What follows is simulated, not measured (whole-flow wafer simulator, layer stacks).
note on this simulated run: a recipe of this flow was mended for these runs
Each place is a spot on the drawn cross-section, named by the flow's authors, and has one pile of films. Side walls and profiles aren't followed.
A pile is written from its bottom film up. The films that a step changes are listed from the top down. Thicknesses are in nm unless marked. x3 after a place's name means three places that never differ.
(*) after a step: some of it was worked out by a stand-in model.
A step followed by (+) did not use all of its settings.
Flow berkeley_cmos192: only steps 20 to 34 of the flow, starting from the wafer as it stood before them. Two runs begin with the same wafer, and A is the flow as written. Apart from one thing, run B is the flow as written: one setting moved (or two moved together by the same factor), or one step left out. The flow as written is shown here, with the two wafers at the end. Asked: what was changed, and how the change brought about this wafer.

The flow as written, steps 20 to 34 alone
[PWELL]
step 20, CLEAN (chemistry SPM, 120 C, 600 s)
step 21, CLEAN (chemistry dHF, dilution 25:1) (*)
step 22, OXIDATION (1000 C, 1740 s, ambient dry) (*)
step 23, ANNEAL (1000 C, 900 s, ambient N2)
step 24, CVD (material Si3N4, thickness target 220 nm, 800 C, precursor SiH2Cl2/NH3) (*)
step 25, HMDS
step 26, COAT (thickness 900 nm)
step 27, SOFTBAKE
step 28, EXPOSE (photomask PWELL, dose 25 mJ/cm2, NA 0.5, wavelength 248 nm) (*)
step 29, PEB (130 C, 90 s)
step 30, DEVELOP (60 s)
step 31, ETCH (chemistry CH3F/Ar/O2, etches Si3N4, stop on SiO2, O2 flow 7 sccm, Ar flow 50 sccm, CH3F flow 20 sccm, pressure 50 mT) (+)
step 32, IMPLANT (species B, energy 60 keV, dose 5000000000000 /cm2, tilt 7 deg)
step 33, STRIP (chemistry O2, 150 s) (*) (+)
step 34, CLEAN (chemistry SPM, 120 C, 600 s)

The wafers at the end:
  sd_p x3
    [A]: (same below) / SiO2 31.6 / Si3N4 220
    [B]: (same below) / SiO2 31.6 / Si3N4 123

Cause: step 24, CVD: thickness target 123 nm was run, while the flow as written has thickness target 220 nm.
The wafer lets one read it off: sd_p x3 has Si3N4 123, and step 24 as written asks for 220 nm.

The path from the change to this, step by step:
  step 24, CVD (material Si3N4, thickness target 220 nm, 800 C, precursor SiH2Cl2/NH3) (*)
      field x6, sd_p x3: A +220 Si3N4 (new film) | B +123 Si3N4 (new film)
  step 31, ETCH (chemistry CH3F/Ar/O2, etches Si3N4, stop on SiO2, O2 flow 7 sccm, Ar flow 50 sccm, CH3F flow 20 sccm, pressure 50 mT) (+)
      field x6: A -220 Si3N4 (all of it), -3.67 SiO2 | B -123 Si3N4 (all of it), -3.67 SiO2
      sd_p x3: A -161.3 KrF-resist | B -96.7 KrF-resist
  step 33, STRIP (chemistry O2, 150 s) (*) (+)
      sd_p x3: A -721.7 KrF-resist (all of it) | B -786.4 KrF-resist (all of it)
